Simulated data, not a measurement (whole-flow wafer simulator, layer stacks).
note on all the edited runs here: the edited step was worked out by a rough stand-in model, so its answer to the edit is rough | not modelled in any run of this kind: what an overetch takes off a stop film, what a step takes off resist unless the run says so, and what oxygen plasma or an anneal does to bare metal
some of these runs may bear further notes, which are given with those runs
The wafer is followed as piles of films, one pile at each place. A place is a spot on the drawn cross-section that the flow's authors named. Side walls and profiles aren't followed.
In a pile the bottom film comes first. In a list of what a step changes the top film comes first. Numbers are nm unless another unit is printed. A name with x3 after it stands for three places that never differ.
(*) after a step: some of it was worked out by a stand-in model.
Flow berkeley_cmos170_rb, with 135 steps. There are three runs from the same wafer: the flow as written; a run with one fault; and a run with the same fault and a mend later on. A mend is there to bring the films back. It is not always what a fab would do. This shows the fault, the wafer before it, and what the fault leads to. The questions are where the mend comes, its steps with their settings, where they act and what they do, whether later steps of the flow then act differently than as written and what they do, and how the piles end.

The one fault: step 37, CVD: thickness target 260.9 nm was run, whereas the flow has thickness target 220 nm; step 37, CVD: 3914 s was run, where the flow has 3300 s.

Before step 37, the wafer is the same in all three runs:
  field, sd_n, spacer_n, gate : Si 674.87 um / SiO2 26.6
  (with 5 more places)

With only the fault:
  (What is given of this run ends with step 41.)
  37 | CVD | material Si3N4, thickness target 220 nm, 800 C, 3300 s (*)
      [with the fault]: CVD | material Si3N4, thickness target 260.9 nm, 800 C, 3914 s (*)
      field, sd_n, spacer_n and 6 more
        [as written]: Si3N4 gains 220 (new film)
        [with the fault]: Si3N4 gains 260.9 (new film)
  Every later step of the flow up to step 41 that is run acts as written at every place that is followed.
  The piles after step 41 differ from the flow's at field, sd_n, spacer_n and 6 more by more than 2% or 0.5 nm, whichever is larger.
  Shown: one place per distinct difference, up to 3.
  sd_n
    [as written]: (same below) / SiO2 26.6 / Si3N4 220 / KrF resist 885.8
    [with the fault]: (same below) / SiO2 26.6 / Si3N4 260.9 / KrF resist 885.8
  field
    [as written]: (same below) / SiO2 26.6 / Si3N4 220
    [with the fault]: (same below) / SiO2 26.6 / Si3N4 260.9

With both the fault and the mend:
  After step 37 comes the mend.
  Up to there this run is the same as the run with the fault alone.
  37a | ETCH | chemistry h3po4, depth target 300.6 nm (the flow's step 30 again, with other settings)
      field, sd_n, spacer_n and 6 more
        Si3N4 loses 260.9 (all of it)
  37b | CLEAN (*)
      alters no film at any place that is followed
  37c | CVD | material Si3N4, thickness target 220 nm, 800 C, 3300 s (*) (the flow's step 37 again)
      field, sd_n, spacer_n and 6 more
        Si3N4 gains 220 (new film)
  Every later step of the flow that is run acts as written at every place that is followed.
  The piles end the same as the flow's at every place that both follow.
